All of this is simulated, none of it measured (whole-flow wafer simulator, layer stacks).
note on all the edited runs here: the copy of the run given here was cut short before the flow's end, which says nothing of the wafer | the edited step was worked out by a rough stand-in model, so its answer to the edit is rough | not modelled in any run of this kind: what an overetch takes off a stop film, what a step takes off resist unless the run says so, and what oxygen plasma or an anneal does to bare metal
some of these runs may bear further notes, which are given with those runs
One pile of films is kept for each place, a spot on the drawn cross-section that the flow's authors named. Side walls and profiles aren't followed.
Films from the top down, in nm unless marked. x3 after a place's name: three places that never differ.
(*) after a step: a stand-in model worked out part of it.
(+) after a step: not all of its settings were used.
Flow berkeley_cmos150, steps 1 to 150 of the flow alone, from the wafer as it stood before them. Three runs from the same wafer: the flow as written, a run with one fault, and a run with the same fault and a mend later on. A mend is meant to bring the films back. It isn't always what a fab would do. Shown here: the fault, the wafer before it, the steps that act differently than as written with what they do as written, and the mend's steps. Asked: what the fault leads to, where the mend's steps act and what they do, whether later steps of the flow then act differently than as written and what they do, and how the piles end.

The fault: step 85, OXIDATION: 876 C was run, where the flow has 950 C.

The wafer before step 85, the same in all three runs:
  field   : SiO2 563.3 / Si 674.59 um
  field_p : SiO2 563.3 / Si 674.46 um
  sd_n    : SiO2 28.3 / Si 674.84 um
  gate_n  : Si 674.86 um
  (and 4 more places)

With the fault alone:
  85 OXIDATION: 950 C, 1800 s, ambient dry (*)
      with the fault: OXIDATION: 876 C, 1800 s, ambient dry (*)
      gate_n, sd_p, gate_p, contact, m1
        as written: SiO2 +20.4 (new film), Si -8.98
        with the fault: SiO2 +9.78 (new film), Si -4.31
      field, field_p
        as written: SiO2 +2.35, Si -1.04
        with the fault: SiO2 +0.68, Si -0.3
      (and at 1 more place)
  Later steps of the flow that act differently than as written (26 more steps differ only slightly, by at most 2% or 0.5 nm, whichever is larger, and aren't shown):
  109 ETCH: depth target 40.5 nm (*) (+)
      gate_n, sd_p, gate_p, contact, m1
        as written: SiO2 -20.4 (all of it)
        with the fault: SiO2 -9.78 (all of it)
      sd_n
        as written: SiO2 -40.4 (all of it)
        with the fault: SiO2 -33.3 (all of it)
  At the end the piles differ from the flow's only slightly at the places that both follow, by at most 2% or 0.5 nm, whichever is larger.

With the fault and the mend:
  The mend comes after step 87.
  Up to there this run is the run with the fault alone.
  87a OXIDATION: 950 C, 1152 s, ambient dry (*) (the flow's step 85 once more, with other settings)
      gate_n, sd_p, gate_p, contact, m1
        SiO2 +10.7, Si -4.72
      field, field_p
        SiO2 +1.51, Si -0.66
      sd_n
        SiO2 +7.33, Si -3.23
  No later step of the flow acts differently than as written, at any place that is followed, by more than 2% or 0.5 nm, whichever is larger.
  At the end the piles differ from the flow's only slightly at the places that both follow, by at most 2% or 0.5 nm, whichever is larger.
